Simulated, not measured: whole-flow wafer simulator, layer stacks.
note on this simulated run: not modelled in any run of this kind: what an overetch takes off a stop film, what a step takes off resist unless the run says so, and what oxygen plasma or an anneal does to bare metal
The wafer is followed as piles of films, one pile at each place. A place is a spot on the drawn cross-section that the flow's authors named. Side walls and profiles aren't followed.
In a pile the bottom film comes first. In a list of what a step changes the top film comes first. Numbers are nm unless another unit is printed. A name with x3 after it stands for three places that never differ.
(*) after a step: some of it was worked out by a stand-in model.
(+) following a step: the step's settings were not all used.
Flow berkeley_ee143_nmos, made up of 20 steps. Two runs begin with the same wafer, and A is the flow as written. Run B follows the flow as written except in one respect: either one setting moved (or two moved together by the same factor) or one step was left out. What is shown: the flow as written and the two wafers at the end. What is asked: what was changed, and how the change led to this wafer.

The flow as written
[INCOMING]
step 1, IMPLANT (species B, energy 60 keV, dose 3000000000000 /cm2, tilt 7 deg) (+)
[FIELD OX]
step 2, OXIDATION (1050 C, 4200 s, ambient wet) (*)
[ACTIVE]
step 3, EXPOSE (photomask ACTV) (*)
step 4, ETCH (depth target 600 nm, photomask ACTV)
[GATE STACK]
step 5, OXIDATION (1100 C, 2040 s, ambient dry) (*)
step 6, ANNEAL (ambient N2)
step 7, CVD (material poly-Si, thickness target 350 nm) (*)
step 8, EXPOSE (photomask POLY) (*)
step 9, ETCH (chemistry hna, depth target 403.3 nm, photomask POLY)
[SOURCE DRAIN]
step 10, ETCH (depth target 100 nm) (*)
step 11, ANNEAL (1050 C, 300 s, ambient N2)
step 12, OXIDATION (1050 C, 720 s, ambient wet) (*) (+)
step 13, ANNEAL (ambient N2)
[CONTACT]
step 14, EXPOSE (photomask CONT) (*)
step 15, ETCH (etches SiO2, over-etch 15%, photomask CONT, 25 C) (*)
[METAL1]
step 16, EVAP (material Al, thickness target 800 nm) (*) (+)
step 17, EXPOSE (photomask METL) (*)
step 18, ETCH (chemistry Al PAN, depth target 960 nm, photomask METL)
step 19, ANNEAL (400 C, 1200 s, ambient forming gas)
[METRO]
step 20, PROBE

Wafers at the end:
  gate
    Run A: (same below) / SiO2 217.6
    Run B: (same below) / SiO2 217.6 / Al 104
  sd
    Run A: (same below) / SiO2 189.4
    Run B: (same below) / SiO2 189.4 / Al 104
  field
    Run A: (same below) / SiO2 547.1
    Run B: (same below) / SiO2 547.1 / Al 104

The reason: step 18, ETCH: depth target 696 nm was run, though the flow has depth target 960 nm.

Step by step, how the change led to this:
  step 18, ETCH (chemistry Al PAN, depth target 960 nm, photomask METL)
      gate, sd, field: A Al loses 800 (all of it) | B Al loses 696
With metal films that touch counted as one body, gate has 1 body; the flow as written gives 0 bodies.
With metal films that touch counted as one body, sd has 1 body; the flow as written gives 0 bodies.
With metal films that touch counted as one body, field has 1 body; the flow as written gives 0 bodies.
